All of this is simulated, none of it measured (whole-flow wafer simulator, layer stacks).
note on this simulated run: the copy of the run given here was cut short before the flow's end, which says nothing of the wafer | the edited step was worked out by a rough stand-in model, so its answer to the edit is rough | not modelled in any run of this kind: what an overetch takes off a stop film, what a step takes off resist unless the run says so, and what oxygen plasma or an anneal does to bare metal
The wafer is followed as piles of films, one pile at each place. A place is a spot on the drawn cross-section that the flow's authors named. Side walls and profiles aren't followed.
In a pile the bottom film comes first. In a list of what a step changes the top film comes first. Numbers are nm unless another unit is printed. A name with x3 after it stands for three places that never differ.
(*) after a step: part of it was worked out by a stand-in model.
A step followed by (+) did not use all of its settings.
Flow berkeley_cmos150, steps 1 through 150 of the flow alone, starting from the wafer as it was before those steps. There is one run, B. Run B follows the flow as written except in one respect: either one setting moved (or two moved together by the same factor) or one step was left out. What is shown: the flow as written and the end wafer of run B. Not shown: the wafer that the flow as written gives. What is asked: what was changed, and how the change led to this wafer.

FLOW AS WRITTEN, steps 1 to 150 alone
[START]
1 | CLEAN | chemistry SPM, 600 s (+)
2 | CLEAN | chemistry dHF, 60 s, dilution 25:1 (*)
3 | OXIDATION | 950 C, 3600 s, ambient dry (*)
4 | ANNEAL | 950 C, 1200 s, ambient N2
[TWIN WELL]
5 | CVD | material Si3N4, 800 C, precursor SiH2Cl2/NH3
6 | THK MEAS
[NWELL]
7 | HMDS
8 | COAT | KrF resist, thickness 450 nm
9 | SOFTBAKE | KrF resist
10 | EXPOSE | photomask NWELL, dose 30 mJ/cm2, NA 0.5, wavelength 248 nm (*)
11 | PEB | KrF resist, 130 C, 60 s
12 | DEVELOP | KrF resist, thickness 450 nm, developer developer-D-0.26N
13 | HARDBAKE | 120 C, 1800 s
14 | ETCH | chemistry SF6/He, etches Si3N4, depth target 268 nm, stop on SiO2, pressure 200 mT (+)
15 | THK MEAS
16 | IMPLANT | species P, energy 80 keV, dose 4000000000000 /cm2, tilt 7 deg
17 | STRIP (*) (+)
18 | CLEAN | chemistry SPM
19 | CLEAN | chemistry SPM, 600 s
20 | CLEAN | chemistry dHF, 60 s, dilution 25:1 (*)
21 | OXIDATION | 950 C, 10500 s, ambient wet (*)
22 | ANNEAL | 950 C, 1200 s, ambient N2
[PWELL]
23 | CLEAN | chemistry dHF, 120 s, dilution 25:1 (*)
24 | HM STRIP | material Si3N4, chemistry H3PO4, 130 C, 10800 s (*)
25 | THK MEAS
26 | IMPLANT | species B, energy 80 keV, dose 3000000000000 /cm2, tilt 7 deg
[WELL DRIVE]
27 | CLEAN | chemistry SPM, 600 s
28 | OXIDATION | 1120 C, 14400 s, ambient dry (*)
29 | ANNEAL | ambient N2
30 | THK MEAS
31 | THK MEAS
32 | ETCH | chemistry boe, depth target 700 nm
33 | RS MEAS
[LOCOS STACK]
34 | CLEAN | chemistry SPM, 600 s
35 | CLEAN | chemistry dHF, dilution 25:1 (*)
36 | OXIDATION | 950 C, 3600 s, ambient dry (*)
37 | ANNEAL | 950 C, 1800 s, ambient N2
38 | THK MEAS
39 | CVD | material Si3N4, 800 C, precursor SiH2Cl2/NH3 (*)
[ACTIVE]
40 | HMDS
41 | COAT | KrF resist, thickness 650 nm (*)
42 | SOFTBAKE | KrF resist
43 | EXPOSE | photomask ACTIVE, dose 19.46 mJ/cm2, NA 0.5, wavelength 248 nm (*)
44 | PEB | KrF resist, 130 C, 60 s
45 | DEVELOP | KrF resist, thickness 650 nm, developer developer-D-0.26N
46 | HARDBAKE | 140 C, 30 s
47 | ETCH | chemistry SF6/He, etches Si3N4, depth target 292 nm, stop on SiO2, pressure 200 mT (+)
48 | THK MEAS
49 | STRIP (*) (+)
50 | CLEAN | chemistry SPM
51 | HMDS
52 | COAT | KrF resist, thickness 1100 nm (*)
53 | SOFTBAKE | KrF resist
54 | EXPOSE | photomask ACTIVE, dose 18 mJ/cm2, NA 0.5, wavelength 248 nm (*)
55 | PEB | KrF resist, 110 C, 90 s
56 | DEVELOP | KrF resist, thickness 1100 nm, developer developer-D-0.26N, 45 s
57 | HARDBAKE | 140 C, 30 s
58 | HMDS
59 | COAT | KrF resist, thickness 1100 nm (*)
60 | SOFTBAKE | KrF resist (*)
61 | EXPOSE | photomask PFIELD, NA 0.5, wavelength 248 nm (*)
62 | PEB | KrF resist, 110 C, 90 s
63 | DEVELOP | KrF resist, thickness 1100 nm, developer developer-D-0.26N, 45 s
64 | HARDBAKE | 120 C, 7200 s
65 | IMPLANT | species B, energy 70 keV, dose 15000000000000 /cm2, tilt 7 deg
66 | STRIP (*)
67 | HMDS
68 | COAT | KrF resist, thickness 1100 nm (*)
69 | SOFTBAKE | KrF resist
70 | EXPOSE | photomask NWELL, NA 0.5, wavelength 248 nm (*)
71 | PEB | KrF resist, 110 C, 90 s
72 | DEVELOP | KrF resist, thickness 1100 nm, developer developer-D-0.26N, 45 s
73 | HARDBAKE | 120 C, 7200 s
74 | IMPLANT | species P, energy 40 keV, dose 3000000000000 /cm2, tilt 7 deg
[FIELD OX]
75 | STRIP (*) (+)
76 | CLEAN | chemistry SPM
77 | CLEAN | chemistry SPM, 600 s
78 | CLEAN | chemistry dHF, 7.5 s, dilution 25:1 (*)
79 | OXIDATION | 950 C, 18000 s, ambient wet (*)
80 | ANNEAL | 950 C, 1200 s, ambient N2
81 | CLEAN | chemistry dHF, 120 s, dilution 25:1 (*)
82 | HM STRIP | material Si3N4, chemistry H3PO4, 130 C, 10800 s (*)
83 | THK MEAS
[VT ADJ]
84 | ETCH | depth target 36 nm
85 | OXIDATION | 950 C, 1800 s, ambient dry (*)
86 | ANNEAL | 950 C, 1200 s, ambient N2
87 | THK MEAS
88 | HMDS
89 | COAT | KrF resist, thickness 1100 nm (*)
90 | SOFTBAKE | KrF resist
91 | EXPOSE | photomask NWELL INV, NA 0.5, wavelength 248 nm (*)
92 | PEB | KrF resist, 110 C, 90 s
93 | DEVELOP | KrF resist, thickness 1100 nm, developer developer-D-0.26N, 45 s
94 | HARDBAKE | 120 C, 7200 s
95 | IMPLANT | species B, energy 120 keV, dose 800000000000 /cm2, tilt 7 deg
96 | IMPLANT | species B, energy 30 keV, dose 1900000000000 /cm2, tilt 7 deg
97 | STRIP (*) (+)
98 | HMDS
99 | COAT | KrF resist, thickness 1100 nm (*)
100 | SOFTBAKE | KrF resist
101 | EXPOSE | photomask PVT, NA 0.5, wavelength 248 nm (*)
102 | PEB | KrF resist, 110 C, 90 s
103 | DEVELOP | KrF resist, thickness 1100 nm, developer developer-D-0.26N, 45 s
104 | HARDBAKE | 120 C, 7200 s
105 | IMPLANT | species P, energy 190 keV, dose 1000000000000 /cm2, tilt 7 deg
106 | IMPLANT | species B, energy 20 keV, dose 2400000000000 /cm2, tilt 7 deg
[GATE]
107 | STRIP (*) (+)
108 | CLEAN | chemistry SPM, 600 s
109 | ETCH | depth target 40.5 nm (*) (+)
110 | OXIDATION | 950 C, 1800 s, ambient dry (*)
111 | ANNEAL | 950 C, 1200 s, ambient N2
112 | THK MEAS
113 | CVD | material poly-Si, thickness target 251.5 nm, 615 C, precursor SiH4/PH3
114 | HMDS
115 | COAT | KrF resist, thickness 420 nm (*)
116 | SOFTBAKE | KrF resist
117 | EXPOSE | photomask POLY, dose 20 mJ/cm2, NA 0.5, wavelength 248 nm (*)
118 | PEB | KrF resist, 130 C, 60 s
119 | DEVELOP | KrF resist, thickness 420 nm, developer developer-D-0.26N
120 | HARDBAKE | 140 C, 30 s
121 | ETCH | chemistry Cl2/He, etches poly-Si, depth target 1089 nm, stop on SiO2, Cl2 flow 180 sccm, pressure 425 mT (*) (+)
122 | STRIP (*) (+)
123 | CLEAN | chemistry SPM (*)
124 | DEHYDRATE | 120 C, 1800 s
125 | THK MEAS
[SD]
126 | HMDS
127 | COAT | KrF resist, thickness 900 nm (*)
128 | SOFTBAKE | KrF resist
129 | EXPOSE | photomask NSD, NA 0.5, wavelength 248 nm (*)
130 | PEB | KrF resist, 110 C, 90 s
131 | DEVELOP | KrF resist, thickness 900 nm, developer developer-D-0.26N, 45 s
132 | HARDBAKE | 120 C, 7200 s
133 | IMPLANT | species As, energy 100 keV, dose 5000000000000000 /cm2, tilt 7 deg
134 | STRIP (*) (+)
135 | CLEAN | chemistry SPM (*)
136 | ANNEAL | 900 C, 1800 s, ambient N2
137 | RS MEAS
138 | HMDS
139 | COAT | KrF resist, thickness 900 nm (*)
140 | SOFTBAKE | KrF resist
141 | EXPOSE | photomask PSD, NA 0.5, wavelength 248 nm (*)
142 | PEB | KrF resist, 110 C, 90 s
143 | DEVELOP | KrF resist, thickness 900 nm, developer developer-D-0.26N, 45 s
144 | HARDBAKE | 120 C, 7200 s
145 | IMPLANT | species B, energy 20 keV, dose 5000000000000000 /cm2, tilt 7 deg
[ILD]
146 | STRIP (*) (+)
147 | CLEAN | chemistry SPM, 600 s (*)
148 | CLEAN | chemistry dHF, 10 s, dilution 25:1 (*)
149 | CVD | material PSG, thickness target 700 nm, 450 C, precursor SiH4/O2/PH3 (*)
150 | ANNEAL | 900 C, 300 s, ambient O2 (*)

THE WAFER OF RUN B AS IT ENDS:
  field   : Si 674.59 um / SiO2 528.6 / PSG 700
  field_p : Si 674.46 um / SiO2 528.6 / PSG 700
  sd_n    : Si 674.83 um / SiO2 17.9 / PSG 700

The reason: step 109, ETCH: depth target 34.4 nm was run, whereas the flow has depth target 40.5 nm.

How this came from the change, step by step:
  109 | ETCH | depth target 40.5 nm (*) (+)
      sd_n: SiO2 loses 34.4 (in the flow as written it would be: SiO2 loses 40.4 (all of it))
      field, field_p: SiO2 loses 34.4 (in the flow as written it would be: SiO2 loses 40.5)
  110 | OXIDATION | 950 C, 1800 s, ambient dry (*)
      sd_n: SiO2 gains 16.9, Si loses 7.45 (in the flow as written it would be: SiO2 gains 20.4 (new film), Si loses 8.98)
